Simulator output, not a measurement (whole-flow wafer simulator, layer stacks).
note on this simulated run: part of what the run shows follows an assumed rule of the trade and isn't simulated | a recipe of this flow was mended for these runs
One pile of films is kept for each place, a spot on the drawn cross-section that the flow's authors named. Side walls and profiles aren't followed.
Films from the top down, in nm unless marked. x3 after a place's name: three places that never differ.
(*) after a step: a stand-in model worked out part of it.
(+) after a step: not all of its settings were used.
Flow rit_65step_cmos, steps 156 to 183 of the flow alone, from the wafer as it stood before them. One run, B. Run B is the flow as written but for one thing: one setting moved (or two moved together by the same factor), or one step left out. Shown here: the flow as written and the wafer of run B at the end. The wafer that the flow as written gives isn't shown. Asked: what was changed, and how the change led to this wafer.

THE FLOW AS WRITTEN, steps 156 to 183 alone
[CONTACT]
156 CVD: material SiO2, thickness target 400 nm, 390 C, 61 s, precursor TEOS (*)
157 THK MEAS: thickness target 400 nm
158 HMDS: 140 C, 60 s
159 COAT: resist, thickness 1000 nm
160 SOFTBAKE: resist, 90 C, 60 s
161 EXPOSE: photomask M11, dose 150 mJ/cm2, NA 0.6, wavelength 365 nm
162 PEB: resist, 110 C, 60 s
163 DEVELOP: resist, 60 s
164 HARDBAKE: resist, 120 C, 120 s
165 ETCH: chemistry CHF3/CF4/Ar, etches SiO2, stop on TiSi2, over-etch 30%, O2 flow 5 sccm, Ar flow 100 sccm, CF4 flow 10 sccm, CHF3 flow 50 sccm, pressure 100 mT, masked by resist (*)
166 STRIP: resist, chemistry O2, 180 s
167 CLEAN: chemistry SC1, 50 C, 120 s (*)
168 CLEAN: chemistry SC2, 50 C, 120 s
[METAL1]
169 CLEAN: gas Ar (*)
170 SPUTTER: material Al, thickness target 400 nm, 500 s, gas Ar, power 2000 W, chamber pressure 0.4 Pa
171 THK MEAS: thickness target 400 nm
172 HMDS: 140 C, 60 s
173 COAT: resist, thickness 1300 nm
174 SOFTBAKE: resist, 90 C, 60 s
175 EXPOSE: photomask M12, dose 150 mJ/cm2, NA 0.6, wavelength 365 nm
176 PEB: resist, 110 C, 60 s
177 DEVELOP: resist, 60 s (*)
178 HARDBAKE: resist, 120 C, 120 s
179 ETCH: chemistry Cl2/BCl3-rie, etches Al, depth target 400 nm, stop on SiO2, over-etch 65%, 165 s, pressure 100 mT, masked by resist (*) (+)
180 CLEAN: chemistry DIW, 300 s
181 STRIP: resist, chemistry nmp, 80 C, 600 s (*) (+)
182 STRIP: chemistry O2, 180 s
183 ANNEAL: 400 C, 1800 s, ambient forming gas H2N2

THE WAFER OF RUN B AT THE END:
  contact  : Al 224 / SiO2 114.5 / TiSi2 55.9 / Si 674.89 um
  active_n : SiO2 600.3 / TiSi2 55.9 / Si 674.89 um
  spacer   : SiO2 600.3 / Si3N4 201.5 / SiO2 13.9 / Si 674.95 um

The cause: step 156, CVD: thickness target 640 nm was run, where the flow has thickness target 400 nm; step 156, CVD: 98 s was run, where the flow has 61 s.

How the change led to this, step by step:
  156 CVD: material SiO2, thickness target 400 nm, 390 C, 61 s, precursor TEOS (*)
      active_n, active_p, gate_n and 7 more: SiO2 +640 (new film) (as written it would be: SiO2 +400 (new film))
      field, field_pw, field_nw, field_p: SiO2 +640 (as written it would be: SiO2 +400)
  165 ETCH: chemistry CHF3/CF4/Ar, etches SiO2, stop on TiSi2, over-etch 30%, O2 flow 5 sccm, Ar flow 100 sccm, CF4 flow 10 sccm, CHF3 flow 50 sccm, pressure 100 mT, masked by resist (*)
      contact: SiO2 -520 (as written it would be: SiO2 -400 (all of it), TiSi2 -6)
  169 CLEAN: gas Ar (*)
      contact: SiO2 -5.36 (as written it would be: TiSi2 -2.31)
  170 SPUTTER: material Al, thickness target 400 nm, 500 s, gas Ar, power 2000 W, chamber pressure 0.4 Pa
      contact: Al +224 (new film) (as written it would be: Al +255.4 (new film))
  173 COAT: resist, thickness 1300 nm
      contact: resist +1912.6 (new film) (as written it would be: resist +1785.1 (new film))
  176 PEB: resist, 110 C, 60 s
      contact: resist -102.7 (as written it would be: resist -95.5)
  178 HARDBAKE: resist, 120 C, 120 s
      contact: resist -67.2 (as written it would be: resist -62.1)
  181 STRIP: resist, chemistry nmp, 80 C, 600 s (*) (+)
      contact: resist -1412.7 (all of it) (as written it would be: resist -1297.5 (all of it))
